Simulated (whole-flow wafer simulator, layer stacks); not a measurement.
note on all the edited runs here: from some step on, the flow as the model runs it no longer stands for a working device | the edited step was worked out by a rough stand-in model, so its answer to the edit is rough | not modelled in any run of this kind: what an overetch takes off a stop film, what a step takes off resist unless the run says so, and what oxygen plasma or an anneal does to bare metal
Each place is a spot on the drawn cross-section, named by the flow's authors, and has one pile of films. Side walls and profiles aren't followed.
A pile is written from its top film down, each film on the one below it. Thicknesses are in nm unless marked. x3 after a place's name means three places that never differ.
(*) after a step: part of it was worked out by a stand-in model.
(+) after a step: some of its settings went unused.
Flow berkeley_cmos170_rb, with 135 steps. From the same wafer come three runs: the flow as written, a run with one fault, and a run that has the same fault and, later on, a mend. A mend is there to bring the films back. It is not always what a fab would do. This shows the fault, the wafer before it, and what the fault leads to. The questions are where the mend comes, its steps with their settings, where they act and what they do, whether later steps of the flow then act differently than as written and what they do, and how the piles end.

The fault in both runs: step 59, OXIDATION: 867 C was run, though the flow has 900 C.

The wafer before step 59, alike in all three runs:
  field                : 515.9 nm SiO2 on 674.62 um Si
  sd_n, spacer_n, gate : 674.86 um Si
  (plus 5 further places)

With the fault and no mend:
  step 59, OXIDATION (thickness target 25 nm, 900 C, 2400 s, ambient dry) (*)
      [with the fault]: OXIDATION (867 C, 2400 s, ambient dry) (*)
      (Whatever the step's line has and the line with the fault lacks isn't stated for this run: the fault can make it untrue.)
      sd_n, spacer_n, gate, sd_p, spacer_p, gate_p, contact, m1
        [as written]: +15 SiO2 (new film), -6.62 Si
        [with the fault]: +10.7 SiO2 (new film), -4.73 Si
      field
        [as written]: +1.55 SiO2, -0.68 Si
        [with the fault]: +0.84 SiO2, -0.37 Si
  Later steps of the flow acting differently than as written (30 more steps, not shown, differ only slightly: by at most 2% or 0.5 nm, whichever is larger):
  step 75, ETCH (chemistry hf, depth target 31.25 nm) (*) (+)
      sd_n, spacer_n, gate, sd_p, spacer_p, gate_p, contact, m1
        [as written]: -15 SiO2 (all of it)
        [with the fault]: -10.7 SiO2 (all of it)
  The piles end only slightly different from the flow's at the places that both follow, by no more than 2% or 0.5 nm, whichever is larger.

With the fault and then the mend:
  The mend stands after step 60.
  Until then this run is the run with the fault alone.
  step 60a, OXIDATION (900 C, 976 s, ambient dry) (*) (a further turn of the flow's step 59, with different settings)
      sd_n, spacer_n, gate, sd_p, spacer_p, gate_p, contact, m1
        +4.29 SiO2, -1.89 Si
      field
        +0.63 SiO2, -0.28 Si
  Every later step of the flow that is run acts as written, at every place that is followed, to within 2% or 0.5 nm, whichever is larger.
  The piles end only slightly different from the flow's at the places that both follow, by no more than 2% or 0.5 nm, whichever is larger.
